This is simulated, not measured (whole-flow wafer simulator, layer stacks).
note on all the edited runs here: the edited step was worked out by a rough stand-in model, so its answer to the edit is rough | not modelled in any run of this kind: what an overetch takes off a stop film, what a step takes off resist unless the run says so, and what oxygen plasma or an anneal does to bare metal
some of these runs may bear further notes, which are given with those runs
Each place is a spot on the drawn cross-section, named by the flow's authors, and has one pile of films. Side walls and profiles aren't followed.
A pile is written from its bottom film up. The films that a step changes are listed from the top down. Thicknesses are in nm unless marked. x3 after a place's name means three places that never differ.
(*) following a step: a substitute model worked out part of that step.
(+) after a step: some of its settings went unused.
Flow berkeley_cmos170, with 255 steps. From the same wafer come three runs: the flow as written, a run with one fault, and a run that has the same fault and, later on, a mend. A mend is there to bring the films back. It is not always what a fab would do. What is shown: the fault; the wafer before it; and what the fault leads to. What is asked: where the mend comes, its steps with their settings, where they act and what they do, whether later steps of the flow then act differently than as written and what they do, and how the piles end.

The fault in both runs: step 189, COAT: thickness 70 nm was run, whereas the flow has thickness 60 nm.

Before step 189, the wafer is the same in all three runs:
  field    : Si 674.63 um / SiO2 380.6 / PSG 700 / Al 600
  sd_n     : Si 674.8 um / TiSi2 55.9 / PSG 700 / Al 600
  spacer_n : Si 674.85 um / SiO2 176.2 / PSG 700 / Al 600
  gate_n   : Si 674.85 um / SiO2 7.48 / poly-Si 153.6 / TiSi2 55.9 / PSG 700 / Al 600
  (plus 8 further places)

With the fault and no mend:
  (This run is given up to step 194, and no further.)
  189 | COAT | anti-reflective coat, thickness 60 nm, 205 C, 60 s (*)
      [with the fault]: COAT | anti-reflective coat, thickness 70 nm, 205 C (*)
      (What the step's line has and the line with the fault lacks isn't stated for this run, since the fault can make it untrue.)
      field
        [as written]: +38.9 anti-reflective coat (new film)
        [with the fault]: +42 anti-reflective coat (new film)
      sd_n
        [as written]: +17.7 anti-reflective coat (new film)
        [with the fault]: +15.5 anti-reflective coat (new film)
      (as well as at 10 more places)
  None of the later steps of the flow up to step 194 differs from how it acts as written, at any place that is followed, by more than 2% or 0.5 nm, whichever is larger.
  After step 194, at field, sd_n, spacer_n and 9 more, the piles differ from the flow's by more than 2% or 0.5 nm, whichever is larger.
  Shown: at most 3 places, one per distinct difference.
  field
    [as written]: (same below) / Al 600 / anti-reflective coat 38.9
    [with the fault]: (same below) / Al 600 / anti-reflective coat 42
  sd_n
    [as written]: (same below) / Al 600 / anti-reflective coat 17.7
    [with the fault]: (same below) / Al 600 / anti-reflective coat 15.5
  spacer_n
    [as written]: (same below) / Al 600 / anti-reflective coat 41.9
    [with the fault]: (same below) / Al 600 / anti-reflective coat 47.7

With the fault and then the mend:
  After step 194 comes the mend.
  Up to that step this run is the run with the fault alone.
  194a | STRIP (*) (+)
      field
        -42 anti-reflective coat (all of it)
      sd_n
        -15.5 anti-reflective coat (all of it)
      spacer_n
        -47.7 anti-reflective coat (all of it)
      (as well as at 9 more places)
  194b | COAT | anti-reflective coat, thickness 60 nm, 205 C, 60 s (*) (a further turn of the flow's step 189)
      field
        +38.9 anti-reflective coat (new film)
      sd_n
        +17.7 anti-reflective coat (new film)
      spacer_n
        +41.9 anti-reflective coat (new film)
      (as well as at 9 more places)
  194c | COAT | KrF resist, thickness 900 nm (*) (a further turn of the flow's step 190)
      field
        +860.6 KrF resist (new film)
      sd_n
        +922.1 KrF resist (new film)
      spacer_n
        +817.1 KrF resist (new film)
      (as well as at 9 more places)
  194d | SOFTBAKE | KrF resist (a further turn of the flow's step 191)
      alters no film at any place that is followed
  194e | EXPOSE | photomask METAL1, dose 21 mJ/cm2, NA 0.5, wavelength 248 nm (*) (a further turn of the flow's step 192)
      alters no film at any place that is followed
  194f | PEB | KrF resist, 130 C (a further turn of the flow's step 193)
      sd_n, via1
        -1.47 KrF resist
      m2, via2
        -1.5 KrF resist
      field
        -1.37 KrF resist
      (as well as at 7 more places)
  194g | DEVELOP | KrF resist, thickness 900 nm, developer developer-D-0.26N (a further turn of the flow's step 194)
      contact, m1, via1, m2, via2
        -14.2 KrF resist
      field
        -859.3 KrF resist (all of it)
      sd_n
        -920.6 KrF resist (all of it)
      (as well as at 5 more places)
  None of the later steps of the flow acts differently than as written at any place that is followed.
  By the end, the piles equal the flow's at every place that both follow.
